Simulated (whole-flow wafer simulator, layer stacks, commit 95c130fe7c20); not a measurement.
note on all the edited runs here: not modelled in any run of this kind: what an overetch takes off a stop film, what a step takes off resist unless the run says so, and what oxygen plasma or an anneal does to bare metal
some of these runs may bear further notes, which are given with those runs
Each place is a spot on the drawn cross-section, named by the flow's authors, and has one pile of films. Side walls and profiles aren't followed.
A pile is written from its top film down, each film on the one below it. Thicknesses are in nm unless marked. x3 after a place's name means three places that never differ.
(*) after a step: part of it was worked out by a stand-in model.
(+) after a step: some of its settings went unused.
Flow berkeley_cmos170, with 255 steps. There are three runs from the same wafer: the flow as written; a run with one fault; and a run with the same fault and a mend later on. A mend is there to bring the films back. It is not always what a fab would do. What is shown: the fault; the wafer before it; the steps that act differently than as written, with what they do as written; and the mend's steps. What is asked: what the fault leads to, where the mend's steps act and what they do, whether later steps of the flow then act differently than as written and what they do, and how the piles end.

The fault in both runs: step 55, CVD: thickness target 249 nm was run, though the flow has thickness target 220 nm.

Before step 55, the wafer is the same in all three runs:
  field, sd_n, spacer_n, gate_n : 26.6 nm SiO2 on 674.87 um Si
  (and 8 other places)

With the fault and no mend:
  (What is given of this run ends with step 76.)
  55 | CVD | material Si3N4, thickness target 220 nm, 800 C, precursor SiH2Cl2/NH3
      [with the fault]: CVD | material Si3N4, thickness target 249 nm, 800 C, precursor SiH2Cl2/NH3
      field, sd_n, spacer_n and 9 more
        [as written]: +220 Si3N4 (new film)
        [with the fault]: +249 Si3N4 (new film)
  Later steps of the flow acting differently than as written (not shown: 4 more steps that differ only slightly, by at most 2% or 0.5 nm, whichever is larger):
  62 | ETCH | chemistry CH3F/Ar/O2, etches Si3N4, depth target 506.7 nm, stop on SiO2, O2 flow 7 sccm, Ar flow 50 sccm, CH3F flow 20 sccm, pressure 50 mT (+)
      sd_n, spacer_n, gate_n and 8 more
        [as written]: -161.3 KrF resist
        [with the fault]: -180.7 KrF resist
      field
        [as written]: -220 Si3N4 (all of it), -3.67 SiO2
        [with the fault]: -249 Si3N4 (all of it), -3.67 SiO2
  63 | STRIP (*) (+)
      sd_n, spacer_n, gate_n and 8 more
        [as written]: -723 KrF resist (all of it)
        [with the fault]: -703.7 KrF resist (all of it)
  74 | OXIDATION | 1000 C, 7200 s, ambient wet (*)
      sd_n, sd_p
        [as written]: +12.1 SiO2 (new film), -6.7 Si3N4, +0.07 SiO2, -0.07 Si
        [with the fault]: +12.1 SiO2 (new film), -6.7 Si3N4
  The piles after step 76 differ from the flow's at sd_n, spacer_n, gate_n and 8 more by more than 2% or 0.5 nm, whichever is larger.
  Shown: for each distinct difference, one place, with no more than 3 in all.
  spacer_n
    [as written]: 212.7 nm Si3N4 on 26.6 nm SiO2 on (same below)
    [with the fault]: 241.8 nm Si3N4 on 26.6 nm SiO2 on (same below)
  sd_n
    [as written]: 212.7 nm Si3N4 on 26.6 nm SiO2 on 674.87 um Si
    [with the fault]: 241.8 nm Si3N4 on 26.6 nm SiO2 on 674.87 um Si

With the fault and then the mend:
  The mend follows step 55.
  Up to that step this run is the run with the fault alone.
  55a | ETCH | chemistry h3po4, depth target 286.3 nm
      field, sd_n, spacer_n and 9 more
        -249 Si3N4 (all of it)
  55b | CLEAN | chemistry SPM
      alters no film at any place that is followed
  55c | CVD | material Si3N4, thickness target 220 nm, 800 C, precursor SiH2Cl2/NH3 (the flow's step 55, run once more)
      field, sd_n, spacer_n and 9 more
        +220 Si3N4 (new film)
  Every later step of the flow that is run acts as written at every place that is followed.
  At every place that both follow, the piles at the end match the flow's.
